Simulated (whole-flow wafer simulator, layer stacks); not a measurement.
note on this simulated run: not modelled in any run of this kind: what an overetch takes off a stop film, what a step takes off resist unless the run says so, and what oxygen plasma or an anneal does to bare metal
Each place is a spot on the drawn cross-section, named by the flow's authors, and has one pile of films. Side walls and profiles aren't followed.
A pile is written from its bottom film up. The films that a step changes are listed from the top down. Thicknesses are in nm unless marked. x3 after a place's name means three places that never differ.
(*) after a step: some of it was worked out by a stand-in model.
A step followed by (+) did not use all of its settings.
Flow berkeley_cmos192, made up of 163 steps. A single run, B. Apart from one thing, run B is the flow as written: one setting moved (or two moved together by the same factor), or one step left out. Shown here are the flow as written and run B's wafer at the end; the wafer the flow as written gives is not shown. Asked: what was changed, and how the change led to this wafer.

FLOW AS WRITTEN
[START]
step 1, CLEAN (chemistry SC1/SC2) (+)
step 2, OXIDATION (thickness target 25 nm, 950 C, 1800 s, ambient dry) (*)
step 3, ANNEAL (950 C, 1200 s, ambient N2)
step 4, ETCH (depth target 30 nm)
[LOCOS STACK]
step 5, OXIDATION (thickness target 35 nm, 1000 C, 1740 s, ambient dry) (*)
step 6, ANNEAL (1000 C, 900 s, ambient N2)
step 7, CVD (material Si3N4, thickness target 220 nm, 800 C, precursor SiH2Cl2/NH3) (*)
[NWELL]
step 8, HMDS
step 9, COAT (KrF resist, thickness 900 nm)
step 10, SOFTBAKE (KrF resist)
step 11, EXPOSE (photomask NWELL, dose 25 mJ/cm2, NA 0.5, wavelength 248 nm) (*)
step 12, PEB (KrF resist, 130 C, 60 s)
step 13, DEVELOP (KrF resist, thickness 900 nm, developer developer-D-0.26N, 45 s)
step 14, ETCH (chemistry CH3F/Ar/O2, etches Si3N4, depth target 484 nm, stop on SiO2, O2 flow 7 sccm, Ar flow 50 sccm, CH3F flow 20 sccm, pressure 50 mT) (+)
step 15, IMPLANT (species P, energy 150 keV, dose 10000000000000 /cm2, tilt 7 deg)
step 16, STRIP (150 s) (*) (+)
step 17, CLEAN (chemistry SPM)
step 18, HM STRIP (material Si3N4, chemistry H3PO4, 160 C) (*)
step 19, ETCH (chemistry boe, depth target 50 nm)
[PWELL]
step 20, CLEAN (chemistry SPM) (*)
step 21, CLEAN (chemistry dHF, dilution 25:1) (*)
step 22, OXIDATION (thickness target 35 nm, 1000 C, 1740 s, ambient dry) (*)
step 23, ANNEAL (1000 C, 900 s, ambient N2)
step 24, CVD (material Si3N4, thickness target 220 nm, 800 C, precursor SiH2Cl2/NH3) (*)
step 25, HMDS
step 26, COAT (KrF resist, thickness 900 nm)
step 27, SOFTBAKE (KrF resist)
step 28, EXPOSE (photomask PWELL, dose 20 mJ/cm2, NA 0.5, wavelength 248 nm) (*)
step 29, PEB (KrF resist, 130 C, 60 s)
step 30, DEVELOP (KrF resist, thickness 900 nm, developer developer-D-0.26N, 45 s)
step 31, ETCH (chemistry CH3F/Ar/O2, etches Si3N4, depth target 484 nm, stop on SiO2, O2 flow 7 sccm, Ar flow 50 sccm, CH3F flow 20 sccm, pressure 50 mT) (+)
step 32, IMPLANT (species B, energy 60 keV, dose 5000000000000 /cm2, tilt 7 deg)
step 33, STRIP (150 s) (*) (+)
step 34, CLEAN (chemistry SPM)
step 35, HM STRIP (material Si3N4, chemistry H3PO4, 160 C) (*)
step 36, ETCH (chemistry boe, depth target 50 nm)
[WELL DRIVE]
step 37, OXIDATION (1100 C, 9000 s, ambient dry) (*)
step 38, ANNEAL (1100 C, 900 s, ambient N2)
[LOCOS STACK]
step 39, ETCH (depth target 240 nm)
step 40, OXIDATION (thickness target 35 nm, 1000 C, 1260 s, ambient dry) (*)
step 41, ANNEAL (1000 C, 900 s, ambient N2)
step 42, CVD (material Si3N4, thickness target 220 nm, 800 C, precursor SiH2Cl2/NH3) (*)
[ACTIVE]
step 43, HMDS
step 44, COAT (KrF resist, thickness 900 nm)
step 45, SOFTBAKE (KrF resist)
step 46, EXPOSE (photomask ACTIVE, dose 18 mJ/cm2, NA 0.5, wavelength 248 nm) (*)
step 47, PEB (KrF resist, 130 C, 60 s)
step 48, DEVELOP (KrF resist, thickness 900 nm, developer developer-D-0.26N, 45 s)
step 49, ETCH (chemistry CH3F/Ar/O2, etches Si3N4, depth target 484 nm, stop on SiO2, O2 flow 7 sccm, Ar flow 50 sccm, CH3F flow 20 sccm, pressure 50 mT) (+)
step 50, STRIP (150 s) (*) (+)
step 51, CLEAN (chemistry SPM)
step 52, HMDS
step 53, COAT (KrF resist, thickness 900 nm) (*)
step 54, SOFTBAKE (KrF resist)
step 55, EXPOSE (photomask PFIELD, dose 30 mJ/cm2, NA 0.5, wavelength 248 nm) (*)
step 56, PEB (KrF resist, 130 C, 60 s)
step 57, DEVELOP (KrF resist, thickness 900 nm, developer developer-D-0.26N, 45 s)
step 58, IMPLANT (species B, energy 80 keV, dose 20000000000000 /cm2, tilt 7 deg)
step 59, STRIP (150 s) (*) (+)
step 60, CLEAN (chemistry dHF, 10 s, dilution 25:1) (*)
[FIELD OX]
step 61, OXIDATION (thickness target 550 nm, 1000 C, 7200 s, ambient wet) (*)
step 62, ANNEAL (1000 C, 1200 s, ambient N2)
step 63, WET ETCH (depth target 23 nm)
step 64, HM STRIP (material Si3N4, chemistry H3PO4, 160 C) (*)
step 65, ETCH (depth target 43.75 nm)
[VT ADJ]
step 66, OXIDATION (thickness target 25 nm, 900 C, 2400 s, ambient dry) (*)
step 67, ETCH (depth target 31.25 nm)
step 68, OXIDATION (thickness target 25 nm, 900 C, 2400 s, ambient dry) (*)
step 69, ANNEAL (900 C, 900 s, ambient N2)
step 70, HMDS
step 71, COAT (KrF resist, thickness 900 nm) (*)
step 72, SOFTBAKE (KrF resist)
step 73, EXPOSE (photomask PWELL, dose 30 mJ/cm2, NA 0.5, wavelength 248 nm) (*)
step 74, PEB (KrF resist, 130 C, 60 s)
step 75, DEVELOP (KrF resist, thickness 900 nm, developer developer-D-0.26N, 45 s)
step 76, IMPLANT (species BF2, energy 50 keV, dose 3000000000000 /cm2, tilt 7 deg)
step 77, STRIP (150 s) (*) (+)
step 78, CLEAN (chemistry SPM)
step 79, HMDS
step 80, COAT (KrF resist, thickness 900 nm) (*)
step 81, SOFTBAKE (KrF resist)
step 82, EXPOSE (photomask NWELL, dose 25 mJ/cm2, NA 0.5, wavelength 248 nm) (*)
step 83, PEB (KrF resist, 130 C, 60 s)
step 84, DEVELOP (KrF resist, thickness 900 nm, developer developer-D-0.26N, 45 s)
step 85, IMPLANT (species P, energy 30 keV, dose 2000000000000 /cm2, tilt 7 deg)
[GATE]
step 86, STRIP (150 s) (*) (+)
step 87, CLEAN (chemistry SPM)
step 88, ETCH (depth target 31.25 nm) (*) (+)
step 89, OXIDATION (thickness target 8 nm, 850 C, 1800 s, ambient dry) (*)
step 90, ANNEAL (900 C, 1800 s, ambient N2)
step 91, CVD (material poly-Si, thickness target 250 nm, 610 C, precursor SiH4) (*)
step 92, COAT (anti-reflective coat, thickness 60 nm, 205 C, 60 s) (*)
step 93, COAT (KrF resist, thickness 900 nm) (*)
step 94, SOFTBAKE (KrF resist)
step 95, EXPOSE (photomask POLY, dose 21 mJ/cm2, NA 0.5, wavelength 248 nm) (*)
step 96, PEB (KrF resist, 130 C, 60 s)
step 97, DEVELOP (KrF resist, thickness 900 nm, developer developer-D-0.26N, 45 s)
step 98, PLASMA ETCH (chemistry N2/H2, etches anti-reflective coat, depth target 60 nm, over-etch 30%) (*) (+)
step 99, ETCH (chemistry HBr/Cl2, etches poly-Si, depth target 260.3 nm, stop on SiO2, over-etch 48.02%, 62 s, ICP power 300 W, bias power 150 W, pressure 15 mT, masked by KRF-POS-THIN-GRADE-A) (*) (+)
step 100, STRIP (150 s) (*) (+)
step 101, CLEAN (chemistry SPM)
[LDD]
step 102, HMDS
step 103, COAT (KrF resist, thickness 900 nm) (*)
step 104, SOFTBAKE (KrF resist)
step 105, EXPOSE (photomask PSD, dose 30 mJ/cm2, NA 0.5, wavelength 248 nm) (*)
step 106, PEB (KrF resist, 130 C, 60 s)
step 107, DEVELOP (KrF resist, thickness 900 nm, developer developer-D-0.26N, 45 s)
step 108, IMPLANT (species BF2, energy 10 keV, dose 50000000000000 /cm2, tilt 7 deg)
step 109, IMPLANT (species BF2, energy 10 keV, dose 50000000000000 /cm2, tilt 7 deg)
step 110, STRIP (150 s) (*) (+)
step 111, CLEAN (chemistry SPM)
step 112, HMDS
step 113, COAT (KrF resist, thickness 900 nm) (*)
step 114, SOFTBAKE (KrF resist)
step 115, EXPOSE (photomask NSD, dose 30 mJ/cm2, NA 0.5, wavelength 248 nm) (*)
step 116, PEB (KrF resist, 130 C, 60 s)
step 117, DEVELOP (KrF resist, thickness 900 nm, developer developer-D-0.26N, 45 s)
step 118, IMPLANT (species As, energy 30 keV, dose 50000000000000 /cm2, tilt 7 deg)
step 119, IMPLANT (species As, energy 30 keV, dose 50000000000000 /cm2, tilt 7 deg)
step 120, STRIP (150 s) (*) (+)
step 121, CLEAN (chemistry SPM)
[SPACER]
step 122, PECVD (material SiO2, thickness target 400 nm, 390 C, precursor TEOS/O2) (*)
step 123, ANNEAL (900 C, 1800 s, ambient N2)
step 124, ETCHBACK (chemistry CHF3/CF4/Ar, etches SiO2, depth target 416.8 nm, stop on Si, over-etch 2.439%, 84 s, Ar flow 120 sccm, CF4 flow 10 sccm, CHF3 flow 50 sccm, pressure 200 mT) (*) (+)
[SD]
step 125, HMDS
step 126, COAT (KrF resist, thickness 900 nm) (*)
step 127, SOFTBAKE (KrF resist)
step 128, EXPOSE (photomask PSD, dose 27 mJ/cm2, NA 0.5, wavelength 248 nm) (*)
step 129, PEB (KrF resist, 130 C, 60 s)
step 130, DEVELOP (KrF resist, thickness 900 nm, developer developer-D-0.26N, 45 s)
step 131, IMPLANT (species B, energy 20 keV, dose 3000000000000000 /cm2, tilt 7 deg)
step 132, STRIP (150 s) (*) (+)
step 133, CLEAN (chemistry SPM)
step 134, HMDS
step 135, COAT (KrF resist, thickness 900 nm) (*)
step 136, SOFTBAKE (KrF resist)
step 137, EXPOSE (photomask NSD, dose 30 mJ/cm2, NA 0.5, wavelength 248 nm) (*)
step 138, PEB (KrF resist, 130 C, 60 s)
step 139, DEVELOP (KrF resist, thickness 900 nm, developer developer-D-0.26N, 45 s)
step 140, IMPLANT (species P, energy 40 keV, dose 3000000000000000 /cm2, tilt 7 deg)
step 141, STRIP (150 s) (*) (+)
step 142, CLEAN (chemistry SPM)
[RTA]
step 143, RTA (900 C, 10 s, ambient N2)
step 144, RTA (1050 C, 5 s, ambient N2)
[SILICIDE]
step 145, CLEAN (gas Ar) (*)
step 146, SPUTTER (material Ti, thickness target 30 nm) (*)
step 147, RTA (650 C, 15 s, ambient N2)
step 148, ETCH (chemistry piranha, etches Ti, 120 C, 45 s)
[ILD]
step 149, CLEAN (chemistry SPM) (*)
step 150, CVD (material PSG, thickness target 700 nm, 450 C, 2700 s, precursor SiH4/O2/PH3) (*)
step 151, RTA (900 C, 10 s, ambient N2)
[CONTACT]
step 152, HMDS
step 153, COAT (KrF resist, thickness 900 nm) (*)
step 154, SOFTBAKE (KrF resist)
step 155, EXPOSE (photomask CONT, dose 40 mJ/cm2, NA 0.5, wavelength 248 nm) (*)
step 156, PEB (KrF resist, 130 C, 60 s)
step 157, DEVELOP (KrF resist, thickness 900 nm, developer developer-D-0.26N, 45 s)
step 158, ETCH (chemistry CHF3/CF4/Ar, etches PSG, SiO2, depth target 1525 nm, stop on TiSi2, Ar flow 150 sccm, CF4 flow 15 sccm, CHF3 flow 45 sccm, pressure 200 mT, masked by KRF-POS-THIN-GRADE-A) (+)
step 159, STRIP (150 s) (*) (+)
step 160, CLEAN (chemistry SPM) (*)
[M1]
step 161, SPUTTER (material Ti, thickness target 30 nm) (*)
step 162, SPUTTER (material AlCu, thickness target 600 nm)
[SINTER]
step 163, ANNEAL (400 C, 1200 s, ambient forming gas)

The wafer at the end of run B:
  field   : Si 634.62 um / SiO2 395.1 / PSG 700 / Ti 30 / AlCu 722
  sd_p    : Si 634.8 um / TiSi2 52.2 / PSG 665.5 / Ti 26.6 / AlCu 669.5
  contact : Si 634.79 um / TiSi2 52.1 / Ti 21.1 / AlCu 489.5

Cause: step 162, SPUTTER: thickness target 722 nm was run, while the flow as written has thickness target 600 nm.
One can read it off the wafer: field has AlCu 722, and step 162 as written asks for 600 nm.

How this came from the change, step by step:
  step 162, SPUTTER (material AlCu, thickness target 600 nm)
      field, sd_n, spacer_n, gate, spacer_p, gate_p, m1: AlCu gains 722 (new film) (it would be, as written: AlCu gains 600 (new film))
      sd_p: AlCu gains 669.5 (new film) (it would be, as written: AlCu gains 551.2 (new film))
      (as well as at 1 more place)
